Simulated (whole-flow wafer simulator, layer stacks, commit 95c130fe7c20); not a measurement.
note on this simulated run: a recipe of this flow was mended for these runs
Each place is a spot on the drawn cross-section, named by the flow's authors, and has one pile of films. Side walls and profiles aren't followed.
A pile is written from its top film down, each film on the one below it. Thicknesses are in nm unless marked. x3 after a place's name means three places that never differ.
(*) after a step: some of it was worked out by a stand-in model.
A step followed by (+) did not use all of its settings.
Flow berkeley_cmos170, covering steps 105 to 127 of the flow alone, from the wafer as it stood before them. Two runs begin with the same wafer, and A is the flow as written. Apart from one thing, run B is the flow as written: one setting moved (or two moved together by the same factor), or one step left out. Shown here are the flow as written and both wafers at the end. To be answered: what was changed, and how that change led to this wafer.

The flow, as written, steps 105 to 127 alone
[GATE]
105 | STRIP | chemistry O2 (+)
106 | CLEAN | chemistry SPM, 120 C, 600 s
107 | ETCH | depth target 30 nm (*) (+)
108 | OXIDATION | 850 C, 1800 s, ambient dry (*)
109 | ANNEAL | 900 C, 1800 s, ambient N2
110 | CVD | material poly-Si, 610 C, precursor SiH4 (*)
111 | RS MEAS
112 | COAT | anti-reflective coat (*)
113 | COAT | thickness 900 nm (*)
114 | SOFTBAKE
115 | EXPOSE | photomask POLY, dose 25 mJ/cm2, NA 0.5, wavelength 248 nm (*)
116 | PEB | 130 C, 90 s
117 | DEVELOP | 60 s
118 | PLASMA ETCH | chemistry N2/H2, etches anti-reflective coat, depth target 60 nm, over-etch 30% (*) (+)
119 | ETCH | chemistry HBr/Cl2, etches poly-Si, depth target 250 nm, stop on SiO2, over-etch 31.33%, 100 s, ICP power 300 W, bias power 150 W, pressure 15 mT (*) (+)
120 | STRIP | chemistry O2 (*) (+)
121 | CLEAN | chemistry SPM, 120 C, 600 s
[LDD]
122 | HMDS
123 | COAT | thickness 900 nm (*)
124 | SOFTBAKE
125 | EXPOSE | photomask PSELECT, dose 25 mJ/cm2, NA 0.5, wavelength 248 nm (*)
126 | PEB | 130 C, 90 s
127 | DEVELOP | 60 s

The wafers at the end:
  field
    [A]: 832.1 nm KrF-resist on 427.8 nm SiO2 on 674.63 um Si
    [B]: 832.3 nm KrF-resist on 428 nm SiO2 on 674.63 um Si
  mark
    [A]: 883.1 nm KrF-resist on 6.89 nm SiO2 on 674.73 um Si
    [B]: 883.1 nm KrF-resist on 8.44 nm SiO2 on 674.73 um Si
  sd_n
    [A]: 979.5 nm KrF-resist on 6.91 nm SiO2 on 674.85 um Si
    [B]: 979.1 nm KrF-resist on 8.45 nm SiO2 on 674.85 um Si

What caused this: step 108, OXIDATION: 2448 s was run, though the flow has 1800 s.

Step by step, how the change led to this:
  108 | OXIDATION | 850 C, 1800 s, ambient dry (*)
      mark, sd_n, spacer_n and 9 more: A +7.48 SiO2 (new film), -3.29 Si | B +9.03 SiO2 (new film), -3.97 Si
